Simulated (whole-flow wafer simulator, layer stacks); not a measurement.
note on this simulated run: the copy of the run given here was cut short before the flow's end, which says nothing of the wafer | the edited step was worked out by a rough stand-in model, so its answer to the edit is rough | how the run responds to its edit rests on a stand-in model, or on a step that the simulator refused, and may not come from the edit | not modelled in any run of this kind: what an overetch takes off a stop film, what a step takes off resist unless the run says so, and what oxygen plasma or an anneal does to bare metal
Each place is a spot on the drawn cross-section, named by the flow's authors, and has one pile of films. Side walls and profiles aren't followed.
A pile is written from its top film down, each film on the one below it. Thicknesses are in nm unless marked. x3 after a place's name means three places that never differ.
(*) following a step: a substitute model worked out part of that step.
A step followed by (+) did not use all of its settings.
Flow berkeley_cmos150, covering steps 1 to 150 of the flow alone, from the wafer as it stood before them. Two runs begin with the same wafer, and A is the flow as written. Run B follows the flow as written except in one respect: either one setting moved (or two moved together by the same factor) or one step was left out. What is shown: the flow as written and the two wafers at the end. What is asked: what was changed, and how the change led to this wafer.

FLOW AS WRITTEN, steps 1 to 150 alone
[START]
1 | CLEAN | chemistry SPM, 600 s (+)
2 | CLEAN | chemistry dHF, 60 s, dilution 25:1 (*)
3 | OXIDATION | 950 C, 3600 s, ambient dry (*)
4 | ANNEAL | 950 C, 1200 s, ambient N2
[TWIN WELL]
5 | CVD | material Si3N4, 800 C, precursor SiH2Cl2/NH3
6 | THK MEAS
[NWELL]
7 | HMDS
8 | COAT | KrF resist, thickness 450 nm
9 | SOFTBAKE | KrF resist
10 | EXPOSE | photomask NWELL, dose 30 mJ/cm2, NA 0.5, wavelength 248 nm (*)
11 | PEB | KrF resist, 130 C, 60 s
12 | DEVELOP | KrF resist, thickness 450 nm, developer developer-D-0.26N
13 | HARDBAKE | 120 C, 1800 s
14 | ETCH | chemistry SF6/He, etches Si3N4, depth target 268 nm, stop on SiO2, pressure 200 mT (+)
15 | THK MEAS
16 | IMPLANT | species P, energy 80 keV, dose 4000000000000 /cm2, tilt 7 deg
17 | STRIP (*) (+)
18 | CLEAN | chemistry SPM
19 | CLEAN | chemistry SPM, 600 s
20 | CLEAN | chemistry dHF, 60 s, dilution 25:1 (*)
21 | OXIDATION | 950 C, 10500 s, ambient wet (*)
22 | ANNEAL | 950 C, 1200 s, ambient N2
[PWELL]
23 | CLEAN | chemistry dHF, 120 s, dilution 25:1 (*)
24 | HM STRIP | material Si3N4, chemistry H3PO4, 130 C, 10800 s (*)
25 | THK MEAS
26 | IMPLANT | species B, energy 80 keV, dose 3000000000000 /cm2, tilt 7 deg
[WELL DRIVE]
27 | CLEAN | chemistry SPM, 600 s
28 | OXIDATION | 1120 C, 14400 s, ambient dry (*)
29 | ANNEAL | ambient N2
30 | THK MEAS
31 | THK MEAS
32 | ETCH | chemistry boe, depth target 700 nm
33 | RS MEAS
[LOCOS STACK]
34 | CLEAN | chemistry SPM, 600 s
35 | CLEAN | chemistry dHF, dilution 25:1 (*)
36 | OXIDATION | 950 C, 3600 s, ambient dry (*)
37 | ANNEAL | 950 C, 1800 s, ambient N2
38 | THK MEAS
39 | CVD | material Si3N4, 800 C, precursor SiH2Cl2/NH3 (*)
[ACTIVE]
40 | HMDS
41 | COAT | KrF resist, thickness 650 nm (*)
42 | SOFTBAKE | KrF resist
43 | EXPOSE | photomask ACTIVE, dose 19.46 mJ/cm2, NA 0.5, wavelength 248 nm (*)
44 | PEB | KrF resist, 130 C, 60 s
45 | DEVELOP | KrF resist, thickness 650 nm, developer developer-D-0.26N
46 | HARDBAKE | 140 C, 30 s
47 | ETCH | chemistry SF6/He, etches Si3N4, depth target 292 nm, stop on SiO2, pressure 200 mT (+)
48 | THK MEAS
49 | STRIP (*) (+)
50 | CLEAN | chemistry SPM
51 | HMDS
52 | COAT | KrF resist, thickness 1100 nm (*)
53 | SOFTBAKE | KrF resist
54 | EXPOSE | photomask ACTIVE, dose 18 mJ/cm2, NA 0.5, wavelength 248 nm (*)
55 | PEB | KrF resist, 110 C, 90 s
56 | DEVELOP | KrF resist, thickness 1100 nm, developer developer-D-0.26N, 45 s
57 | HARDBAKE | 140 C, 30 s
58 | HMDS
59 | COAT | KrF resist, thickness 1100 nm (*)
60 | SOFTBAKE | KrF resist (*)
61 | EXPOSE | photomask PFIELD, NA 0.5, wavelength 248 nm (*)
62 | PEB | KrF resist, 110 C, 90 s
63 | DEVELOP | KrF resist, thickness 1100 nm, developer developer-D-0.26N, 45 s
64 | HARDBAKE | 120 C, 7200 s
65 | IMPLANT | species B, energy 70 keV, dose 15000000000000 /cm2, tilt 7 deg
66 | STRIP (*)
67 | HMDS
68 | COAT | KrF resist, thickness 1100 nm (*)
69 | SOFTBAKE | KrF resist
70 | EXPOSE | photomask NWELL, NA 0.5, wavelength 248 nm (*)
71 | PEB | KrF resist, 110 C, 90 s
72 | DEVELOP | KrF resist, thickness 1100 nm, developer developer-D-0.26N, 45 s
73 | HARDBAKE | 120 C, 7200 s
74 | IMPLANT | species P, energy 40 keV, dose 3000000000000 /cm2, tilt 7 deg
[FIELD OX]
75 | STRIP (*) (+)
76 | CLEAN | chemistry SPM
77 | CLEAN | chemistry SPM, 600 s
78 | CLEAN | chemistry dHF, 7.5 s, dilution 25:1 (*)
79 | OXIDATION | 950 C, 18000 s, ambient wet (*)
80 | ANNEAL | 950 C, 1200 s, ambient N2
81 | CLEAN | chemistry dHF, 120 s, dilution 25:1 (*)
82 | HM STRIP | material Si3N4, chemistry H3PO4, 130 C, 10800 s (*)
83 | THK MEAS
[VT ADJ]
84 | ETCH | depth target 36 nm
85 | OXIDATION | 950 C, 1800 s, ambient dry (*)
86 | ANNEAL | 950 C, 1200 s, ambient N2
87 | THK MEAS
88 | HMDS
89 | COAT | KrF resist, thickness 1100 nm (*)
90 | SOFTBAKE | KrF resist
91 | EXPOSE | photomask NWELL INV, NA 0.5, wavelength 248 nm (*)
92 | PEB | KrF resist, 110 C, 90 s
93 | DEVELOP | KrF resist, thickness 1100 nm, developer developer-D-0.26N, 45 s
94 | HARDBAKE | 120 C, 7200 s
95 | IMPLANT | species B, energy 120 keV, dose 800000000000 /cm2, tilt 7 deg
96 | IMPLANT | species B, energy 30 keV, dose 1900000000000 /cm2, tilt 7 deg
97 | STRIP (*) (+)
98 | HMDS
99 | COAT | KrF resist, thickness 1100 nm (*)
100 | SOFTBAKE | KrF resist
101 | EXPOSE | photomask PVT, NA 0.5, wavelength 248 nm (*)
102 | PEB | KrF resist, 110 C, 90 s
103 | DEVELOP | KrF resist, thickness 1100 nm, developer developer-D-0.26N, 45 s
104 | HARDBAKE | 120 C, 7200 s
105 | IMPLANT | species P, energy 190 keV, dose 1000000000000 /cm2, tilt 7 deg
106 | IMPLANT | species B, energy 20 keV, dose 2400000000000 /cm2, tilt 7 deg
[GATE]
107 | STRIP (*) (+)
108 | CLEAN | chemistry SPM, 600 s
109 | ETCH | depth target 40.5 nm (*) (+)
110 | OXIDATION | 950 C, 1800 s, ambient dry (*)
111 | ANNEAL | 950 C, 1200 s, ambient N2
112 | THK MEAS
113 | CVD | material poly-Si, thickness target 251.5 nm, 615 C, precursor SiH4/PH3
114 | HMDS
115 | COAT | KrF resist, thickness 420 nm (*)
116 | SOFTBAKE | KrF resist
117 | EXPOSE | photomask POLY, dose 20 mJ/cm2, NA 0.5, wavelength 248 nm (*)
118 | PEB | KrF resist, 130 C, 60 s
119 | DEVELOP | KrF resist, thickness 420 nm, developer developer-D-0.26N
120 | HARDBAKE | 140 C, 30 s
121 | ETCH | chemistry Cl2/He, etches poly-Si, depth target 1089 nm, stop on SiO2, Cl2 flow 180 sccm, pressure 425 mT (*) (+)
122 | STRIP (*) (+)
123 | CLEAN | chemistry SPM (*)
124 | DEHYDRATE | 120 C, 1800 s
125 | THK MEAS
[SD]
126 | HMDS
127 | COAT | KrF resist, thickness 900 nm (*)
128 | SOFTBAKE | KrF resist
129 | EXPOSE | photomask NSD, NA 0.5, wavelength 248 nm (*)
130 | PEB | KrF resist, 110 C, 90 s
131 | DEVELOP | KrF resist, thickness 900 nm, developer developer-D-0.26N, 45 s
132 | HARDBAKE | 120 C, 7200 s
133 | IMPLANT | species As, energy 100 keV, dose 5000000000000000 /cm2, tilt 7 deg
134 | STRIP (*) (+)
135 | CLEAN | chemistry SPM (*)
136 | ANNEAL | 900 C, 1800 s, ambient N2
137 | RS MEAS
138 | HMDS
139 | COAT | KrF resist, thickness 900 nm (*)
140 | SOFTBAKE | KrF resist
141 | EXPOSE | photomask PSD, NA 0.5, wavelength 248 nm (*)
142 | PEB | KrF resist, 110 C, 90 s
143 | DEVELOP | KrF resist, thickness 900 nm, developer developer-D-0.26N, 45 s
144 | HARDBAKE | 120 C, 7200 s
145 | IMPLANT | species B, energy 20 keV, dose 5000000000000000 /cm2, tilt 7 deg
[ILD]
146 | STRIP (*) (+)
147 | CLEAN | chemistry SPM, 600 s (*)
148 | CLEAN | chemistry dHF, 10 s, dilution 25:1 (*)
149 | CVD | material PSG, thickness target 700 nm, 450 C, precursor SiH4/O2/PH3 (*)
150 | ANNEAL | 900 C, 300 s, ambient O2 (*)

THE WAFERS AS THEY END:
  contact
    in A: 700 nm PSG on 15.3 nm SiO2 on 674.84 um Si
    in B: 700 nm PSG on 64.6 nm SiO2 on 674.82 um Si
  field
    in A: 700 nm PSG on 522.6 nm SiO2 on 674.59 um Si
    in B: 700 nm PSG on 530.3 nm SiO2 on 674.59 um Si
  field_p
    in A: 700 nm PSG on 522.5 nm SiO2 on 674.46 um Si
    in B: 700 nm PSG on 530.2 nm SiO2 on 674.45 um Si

The reason: step 110, OXIDATION: 1092 C was run, whereas the flow has 950 C.

How this came from the change, step by step:
  110 | OXIDATION | 950 C, 1800 s, ambient dry (*)
      sd_n, gate_n, sd_p, gate_p, contact, m1: A +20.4 SiO2 (new film), -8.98 Si | B +69.7 SiO2 (new film), -30.7 Si
      field, field_p: A +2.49 SiO2, -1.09 Si | B +10.2 SiO2, -4.48 Si
  115 | COAT | KrF resist, thickness 420 nm (*)
      sd_n: A +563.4 KrF resist (new film) | B +544.5 KrF resist (new film)
      sd_p: A +559.7 KrF resist (new film) | B +548.3 KrF resist (new film)
  119 | DEVELOP | KrF resist, thickness 420 nm, developer developer-D-0.26N
      sd_n: A -562.5 KrF resist (all of it) | B -543.7 KrF resist (all of it)
      sd_p: A -558.9 KrF resist (all of it) | B -547.5 KrF resist (all of it)
  122 | STRIP (*) (+)
      gate_n: A +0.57 chemical SiO2 (new film), -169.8 KrF resist (all of it), -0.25 poly-Si | B +0.57 chemical SiO2 (new film), -163.8 KrF resist (all of it), -0.25 poly-Si
      gate_p: A +0.57 chemical SiO2 (new film), -206.4 KrF resist (all of it), -0.25 poly-Si | B +0.57 chemical SiO2 (new film), -200 KrF resist (all of it), -0.25 poly-Si
  127 | COAT | KrF resist, thickness 900 nm (*)
      sd_n: A +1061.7 KrF resist (new film) | B +1039.3 KrF resist (new film)
  131 | DEVELOP | KrF resist, thickness 900 nm, developer developer-D-0.26N, 45 s
      sd_n: A -1054.3 KrF resist (all of it) | B -1032.1 KrF resist (all of it)
  139 | COAT | KrF resist, thickness 900 nm (*)
      sd_n: A +1061.7 KrF resist (new film) | B +1039.3 KrF resist (new film)
  146 | STRIP (*) (+)
      sd_n: A -1024.1 KrF resist (all of it) | B -1002.3 KrF resist (all of it)
